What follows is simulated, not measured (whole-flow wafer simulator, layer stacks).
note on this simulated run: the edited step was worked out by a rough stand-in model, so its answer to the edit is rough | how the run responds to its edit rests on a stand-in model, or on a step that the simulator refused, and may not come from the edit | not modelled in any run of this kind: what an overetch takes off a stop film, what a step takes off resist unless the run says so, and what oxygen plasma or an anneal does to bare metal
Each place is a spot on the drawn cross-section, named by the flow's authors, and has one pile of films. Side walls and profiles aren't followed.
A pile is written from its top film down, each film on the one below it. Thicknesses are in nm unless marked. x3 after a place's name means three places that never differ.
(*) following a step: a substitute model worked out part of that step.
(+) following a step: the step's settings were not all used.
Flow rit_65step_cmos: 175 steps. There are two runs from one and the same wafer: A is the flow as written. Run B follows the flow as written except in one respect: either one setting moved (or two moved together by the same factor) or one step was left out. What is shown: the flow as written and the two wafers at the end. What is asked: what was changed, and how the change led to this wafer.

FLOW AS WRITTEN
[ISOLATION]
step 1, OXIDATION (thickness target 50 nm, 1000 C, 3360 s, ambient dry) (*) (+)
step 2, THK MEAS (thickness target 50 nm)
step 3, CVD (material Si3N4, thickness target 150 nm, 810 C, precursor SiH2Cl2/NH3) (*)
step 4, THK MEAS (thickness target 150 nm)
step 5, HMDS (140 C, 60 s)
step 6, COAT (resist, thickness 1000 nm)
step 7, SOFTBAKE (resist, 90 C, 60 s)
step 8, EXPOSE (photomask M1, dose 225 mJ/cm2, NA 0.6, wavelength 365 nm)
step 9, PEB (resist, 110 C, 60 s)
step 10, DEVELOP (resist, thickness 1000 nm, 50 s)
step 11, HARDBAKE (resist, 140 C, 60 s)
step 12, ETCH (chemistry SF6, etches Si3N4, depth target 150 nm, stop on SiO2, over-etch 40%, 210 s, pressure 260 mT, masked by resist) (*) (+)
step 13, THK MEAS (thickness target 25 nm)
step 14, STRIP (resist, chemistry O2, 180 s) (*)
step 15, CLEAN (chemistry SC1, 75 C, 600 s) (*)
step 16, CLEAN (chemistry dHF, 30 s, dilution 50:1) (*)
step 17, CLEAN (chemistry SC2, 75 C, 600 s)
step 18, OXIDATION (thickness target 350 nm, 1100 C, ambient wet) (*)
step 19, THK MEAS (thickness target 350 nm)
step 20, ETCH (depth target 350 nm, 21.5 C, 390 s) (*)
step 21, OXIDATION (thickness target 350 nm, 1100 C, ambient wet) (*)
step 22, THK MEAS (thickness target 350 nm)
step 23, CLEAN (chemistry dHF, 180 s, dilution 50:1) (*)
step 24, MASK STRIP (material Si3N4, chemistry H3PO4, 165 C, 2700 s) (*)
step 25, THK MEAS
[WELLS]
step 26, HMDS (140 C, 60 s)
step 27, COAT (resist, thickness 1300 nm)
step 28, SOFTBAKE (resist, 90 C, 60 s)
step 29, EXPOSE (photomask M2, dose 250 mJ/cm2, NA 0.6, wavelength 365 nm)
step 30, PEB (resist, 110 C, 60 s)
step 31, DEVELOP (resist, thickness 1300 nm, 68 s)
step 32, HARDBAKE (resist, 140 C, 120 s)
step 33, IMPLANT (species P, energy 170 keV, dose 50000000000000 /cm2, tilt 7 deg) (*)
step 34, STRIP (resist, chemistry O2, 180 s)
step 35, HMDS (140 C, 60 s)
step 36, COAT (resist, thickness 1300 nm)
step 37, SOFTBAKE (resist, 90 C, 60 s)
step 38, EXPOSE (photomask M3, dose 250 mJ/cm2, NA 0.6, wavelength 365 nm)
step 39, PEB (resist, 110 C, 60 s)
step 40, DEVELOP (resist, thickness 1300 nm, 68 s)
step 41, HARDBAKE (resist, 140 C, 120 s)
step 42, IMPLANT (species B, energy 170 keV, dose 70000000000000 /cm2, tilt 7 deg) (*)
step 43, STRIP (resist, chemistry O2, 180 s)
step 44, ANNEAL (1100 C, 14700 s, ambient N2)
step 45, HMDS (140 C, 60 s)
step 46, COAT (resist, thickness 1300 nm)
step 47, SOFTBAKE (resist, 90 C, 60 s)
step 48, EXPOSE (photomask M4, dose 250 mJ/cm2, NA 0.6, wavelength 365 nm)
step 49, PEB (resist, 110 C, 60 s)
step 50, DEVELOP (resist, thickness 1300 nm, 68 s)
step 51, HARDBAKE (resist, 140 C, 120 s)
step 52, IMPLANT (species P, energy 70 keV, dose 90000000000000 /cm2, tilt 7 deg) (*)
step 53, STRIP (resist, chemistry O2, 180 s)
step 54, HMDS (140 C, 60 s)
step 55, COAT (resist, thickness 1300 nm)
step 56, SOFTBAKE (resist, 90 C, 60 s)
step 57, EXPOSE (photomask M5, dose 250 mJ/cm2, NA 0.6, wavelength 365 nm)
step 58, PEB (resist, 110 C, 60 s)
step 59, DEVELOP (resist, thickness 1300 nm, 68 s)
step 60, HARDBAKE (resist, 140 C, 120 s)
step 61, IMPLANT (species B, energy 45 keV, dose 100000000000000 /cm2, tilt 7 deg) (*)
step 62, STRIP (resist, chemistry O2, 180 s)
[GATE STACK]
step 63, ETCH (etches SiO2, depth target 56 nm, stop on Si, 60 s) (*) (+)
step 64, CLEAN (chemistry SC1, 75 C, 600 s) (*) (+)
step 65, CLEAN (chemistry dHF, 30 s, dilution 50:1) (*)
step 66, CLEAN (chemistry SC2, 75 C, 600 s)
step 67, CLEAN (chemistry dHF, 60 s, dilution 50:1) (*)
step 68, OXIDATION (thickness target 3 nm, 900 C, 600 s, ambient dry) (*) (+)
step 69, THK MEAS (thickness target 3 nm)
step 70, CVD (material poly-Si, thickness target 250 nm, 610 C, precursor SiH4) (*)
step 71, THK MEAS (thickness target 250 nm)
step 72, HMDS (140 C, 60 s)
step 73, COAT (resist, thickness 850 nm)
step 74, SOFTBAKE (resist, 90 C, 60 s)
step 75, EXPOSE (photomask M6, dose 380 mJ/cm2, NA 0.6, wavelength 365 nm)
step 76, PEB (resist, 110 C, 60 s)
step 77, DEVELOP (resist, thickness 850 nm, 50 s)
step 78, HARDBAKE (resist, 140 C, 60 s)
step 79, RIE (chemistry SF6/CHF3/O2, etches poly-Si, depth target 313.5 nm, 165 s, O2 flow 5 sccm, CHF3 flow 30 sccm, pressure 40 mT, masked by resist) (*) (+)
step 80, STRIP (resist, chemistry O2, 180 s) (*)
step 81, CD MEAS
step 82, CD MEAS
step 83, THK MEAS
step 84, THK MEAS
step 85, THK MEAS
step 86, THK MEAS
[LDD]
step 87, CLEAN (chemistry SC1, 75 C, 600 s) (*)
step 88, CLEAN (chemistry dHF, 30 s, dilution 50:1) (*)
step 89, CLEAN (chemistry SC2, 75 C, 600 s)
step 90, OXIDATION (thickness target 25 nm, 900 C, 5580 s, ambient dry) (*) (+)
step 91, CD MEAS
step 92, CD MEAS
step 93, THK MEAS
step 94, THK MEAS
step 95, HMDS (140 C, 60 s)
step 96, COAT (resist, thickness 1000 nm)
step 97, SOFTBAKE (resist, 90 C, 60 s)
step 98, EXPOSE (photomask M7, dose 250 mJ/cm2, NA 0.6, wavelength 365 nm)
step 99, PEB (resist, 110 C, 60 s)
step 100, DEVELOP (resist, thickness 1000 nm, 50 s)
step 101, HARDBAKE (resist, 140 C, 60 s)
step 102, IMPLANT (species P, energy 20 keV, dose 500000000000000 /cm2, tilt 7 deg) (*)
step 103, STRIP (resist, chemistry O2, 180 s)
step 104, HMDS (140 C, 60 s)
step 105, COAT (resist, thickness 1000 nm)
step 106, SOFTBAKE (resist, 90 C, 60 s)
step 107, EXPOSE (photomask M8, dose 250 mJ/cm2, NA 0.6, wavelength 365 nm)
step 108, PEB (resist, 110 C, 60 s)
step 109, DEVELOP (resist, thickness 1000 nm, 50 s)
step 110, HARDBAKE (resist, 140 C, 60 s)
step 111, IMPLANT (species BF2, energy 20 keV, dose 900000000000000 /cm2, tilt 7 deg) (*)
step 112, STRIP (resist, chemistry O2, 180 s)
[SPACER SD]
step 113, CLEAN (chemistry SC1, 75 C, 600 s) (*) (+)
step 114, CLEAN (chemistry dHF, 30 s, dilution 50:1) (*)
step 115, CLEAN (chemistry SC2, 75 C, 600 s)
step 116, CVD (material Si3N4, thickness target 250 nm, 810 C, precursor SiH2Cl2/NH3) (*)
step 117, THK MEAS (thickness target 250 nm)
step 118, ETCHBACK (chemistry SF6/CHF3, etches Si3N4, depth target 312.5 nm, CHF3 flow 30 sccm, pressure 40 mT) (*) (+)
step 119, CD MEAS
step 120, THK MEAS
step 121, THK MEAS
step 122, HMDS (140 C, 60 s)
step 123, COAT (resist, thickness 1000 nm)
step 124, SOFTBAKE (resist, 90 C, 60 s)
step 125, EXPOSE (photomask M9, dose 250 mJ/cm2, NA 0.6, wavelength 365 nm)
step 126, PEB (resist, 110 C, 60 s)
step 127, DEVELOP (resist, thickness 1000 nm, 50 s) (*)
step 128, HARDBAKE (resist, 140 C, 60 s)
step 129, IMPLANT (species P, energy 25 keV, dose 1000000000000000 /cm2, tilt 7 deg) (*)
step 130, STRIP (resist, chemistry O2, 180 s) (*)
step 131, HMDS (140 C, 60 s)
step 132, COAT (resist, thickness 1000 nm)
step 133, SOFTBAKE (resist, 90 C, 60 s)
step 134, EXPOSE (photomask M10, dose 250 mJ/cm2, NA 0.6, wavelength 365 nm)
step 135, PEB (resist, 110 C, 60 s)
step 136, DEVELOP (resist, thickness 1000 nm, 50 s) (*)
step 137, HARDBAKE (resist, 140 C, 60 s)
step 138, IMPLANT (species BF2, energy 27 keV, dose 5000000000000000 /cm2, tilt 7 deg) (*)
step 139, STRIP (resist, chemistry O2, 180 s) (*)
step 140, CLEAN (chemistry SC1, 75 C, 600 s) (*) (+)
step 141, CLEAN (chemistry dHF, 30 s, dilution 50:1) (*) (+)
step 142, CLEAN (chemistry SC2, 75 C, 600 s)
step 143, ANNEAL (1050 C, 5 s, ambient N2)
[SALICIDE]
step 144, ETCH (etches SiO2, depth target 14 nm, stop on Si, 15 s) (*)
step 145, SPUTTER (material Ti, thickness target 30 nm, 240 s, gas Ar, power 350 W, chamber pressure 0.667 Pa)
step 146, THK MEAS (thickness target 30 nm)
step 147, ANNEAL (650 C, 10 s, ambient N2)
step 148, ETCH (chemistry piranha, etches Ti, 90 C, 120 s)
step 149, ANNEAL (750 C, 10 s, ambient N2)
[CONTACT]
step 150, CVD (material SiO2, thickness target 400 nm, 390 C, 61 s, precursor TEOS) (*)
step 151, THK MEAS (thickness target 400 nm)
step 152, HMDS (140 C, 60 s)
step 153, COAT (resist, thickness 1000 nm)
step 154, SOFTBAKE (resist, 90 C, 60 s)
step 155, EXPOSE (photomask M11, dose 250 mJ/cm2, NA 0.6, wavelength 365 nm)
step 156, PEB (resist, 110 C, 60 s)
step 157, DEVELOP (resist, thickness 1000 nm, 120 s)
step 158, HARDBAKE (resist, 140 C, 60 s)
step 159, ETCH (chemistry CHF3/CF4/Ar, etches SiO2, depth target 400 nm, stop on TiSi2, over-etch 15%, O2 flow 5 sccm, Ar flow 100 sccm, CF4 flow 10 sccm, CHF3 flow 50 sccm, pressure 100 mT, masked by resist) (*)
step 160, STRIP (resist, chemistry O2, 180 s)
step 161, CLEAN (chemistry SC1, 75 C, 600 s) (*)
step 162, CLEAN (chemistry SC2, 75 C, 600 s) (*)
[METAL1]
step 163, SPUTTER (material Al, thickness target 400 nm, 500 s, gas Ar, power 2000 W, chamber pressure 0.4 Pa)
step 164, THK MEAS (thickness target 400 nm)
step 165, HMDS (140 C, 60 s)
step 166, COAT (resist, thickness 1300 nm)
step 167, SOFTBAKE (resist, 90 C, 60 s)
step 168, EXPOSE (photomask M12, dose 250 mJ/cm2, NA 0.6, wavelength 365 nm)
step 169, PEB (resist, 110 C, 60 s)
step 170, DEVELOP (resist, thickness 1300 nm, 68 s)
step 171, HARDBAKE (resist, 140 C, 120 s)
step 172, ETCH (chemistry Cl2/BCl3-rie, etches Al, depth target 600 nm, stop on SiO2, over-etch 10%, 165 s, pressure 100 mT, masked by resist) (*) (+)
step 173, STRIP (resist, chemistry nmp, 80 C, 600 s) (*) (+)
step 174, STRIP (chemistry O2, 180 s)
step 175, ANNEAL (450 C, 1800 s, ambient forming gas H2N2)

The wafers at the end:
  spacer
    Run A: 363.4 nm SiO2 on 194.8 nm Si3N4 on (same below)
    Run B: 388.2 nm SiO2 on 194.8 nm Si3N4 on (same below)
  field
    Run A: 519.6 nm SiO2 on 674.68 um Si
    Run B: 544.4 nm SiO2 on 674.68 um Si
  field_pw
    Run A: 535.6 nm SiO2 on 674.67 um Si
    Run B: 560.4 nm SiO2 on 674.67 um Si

What caused this: step 172, ETCH: depth target 420 nm was run, whereas the flow has depth target 600 nm.

How this came from the change, step by step:
  step 172, ETCH (chemistry Cl2/BCl3-rie, etches Al, depth target 600 nm, stop on SiO2, over-etch 10%, 165 s, pressure 100 mT, masked by resist) (*) (+)
      field, field_pw, field_p, spacer, spacer_p: A Al loses 400 (all of it), SiO2 loses 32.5 | B Al loses 400 (all of it), SiO2 loses 7.75
      gate_n, gate_p: A Al loses 396 (all of it), SiO2 loses 33 | B Al loses 396 (all of it), SiO2 loses 8.26
      (as well as at 1 more place)
